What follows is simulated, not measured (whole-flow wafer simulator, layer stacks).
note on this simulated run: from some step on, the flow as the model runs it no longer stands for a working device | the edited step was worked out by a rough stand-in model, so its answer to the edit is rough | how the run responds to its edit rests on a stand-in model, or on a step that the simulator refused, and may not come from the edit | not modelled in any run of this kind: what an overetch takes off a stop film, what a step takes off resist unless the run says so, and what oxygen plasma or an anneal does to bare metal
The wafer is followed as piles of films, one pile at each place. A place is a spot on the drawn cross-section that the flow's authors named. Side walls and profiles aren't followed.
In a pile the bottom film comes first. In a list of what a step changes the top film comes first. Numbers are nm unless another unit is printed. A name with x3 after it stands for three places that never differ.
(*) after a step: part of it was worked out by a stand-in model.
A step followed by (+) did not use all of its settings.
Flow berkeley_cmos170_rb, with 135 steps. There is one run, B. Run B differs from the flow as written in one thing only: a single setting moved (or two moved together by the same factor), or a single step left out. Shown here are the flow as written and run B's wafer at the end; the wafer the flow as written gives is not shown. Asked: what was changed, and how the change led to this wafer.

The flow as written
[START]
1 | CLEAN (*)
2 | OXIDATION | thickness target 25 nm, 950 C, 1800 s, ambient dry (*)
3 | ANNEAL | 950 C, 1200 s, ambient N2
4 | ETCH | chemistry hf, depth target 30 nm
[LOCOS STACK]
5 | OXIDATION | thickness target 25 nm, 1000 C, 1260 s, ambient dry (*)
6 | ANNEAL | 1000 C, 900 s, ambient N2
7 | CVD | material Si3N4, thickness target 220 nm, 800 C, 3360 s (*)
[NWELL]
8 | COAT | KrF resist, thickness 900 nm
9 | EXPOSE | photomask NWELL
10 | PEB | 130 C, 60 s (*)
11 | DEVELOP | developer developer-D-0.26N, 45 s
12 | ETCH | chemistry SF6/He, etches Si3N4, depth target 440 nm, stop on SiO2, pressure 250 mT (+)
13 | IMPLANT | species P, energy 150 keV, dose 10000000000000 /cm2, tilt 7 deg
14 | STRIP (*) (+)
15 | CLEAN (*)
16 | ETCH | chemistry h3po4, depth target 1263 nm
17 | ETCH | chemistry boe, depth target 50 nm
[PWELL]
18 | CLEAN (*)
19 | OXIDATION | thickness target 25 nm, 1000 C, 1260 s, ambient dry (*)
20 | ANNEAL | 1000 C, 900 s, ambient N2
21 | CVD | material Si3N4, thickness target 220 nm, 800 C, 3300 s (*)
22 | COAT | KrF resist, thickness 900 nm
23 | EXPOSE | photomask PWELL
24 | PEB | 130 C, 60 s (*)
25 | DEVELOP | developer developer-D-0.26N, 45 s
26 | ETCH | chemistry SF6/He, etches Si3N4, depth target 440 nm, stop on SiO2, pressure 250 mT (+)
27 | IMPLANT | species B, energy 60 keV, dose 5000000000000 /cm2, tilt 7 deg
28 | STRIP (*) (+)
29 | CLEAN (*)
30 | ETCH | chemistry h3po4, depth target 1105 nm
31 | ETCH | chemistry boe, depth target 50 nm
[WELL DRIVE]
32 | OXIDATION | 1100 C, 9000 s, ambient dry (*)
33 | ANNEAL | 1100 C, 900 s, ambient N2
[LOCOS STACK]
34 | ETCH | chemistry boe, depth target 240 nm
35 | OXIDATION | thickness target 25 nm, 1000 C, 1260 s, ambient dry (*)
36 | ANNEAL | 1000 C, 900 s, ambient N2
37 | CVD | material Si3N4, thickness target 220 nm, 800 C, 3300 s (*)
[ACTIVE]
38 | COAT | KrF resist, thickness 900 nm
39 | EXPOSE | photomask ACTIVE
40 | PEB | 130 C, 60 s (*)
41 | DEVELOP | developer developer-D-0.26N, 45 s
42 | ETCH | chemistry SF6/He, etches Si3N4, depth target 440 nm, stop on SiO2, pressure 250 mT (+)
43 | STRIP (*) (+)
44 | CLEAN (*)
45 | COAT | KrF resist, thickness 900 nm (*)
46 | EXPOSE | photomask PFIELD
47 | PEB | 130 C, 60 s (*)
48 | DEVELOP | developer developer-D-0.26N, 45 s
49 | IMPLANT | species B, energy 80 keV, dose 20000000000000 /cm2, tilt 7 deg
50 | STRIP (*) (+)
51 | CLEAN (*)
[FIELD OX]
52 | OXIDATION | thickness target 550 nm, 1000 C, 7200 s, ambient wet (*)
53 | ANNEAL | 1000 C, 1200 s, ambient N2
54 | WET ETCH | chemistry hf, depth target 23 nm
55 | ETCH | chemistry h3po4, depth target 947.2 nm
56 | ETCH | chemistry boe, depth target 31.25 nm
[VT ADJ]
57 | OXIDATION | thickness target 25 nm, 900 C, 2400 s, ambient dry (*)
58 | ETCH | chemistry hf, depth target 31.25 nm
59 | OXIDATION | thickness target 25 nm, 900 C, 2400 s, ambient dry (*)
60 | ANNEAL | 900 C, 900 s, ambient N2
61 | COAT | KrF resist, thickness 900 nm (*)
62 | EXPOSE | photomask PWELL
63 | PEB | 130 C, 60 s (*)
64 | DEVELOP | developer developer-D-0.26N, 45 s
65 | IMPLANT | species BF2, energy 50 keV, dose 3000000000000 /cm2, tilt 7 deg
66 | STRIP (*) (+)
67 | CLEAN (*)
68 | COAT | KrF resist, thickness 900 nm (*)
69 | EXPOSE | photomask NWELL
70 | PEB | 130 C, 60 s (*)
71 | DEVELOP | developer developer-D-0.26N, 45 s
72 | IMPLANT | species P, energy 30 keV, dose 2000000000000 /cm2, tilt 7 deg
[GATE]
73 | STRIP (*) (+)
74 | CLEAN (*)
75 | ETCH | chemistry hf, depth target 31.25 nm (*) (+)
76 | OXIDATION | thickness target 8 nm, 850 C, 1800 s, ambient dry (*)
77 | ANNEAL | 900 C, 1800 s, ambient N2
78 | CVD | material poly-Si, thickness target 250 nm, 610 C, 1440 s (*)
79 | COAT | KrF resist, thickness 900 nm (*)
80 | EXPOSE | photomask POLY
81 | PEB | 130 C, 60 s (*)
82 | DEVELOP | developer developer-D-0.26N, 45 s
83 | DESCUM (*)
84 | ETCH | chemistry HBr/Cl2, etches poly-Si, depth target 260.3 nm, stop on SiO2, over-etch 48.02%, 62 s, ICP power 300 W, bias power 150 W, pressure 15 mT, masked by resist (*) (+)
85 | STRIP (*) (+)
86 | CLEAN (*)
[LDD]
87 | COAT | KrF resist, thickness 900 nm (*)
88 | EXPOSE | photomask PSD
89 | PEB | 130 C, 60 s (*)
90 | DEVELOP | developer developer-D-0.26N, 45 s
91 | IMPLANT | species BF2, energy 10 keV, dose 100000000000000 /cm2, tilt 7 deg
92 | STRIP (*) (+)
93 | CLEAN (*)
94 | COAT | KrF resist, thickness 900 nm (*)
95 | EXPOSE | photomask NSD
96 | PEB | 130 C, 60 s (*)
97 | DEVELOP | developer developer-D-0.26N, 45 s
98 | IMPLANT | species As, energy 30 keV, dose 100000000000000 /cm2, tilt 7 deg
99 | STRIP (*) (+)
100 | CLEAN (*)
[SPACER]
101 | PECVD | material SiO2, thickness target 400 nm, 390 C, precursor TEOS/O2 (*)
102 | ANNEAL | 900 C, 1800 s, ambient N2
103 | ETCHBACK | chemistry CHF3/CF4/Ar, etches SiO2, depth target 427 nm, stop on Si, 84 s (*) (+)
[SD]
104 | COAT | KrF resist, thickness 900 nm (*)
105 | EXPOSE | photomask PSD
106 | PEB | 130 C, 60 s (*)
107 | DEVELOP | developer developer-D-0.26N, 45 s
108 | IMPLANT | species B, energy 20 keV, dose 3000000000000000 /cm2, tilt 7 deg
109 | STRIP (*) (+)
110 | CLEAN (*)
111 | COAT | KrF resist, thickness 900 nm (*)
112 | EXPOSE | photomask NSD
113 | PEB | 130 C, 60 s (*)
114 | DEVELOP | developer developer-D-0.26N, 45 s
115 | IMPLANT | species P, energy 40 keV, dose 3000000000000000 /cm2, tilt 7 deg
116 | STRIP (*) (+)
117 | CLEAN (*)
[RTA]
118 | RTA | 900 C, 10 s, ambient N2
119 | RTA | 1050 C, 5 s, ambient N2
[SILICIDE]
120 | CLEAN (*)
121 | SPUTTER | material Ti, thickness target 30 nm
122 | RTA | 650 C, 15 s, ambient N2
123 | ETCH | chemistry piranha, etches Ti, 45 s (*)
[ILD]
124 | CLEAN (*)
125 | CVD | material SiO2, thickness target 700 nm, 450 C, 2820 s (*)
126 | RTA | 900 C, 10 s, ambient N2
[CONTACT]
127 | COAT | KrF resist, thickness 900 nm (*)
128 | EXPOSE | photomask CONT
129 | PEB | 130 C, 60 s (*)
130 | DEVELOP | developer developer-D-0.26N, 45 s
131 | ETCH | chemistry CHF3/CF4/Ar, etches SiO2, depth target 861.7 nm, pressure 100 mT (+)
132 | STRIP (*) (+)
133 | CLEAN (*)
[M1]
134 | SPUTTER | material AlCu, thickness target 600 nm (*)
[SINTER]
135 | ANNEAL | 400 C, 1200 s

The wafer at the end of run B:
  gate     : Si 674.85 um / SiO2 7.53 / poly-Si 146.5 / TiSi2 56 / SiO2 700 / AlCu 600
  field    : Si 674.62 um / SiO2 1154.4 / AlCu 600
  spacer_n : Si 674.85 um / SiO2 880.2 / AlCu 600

The reason: step 78, CVD: 1152 s was run, while the flow as written has 1440 s.

How this came from the change, step by step:
  78 | CVD | material poly-Si, thickness target 250 nm, 610 C, 1440 s (*)
      field, sd_n, spacer_n and 6 more: poly-Si gains 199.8 (new film) (as written it would have been: poly-Si gains 250 (new film))
  84 | ETCH | chemistry HBr/Cl2, etches poly-Si, depth target 260.3 nm, stop on SiO2, over-etch 48.02%, 62 s, ICP power 300 W, bias power 150 W, pressure 15 mT, masked by resist (*) (+)
      field, sd_n, spacer_n, sd_p, spacer_p, contact, m1: poly-Si loses 199.8 (all of it), SiO2 loses 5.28 (as written it would have been: poly-Si loses 250 (all of it), SiO2 loses 1.42)
  87 | COAT | KrF resist, thickness 900 nm (*)
      gate: KrF resist gains 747 (new film) (as written it would have been: KrF resist gains 706 (new film))
      gate_p: KrF resist gains 747.5 (new film) (as written it would have been: KrF resist gains 706.3 (new film))
  90 | DEVELOP | developer developer-D-0.26N, 45 s
      gate_p: KrF resist loses 747.5 (all of it) (as written it would have been: KrF resist loses 706.3 (all of it))
  92 | STRIP (*) (+)
      gate: KrF resist loses 732.8 (all of it) (as written it would have been: KrF resist loses 691.8 (all of it))
  94 | COAT | KrF resist, thickness 900 nm (*)
      gate: KrF resist gains 747 (new film) (as written it would have been: KrF resist gains 706 (new film))
      gate_p: KrF resist gains 747.5 (new film) (as written it would have been: KrF resist gains 706.3 (new film))
  97 | DEVELOP | developer developer-D-0.26N, 45 s
      gate: KrF resist loses 747 (all of it) (as written it would have been: KrF resist loses 706 (all of it))
  99 | STRIP (*) (+)
      gate_p: KrF resist loses 733.3 (all of it) (as written it would have been: KrF resist loses 692.1 (all of it))
  103 | ETCHBACK | chemistry CHF3/CF4/Ar, etches SiO2, depth target 427 nm, stop on Si, 84 s (*) (+)
      spacer_n: SiO2 loses 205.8 (as written it would have been: SiO2 loses 157.9)
      spacer_p: SiO2 loses 205.7 (as written it would have been: SiO2 loses 157.9)
  104 | COAT | KrF resist, thickness 900 nm (*)
      spacer_n: KrF resist gains 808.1 (new film) (as written it would have been: KrF resist gains 766.3 (new film))
      gate: KrF resist gains 783 (new film) (as written it would have been: KrF resist gains 742.1 (new film))
      (and at 2 other places as well)
  107 | DEVELOP | developer developer-D-0.26N, 45 s
      spacer_p: KrF resist loses 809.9 (all of it) (as written it would have been: KrF resist loses 767.7 (all of it))
      gate_p: KrF resist loses 784.3 (all of it) (as written it would have been: KrF resist loses 743.2 (all of it))
  109 | STRIP (*) (+)
      spacer_n: KrF resist loses 793.9 (all of it) (as written it would have been: KrF resist loses 752.1 (all of it))
      gate: KrF resist loses 768.8 (all of it) (as written it would have been: KrF resist loses 727.9 (all of it))
  111 | COAT | KrF resist, thickness 900 nm (*)
      spacer_n: KrF resist gains 808.1 (new film) (as written it would have been: KrF resist gains 766.3 (new film))
      gate: KrF resist gains 783 (new film) (as written it would have been: KrF resist gains 742.1 (new film))
      (and at 2 other places as well)
  114 | DEVELOP | developer developer-D-0.26N, 45 s
      spacer_n: KrF resist loses 808.1 (all of it) (as written it would have been: KrF resist loses 766.3 (all of it))
      gate: KrF resist loses 783 (all of it) (as written it would have been: KrF resist loses 742.1 (all of it))
  116 | STRIP (*) (+)
      spacer_p: KrF resist loses 795.7 (all of it) (as written it would have been: KrF resist loses 753.5 (all of it))
      gate_p: KrF resist loses 770.1 (all of it) (as written it would have been: KrF resist loses 729 (all of it))
  121 | SPUTTER | material Ti, thickness target 30 nm
      spacer_n, spacer_p: Ti gains 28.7 (new film) (as written it would have been: Ti gains 30 (new film))
      sd_p: Ti gains 25.4 (new film) (as written it would have been: Ti gains 27.1 (new film))
  ... another 5 steps ...
  134 | SPUTTER | material AlCu, thickness target 600 nm (*)
      sd_p: AlCu gains 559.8 (new film) (as written it would have been: AlCu gains 545.9 (new film))
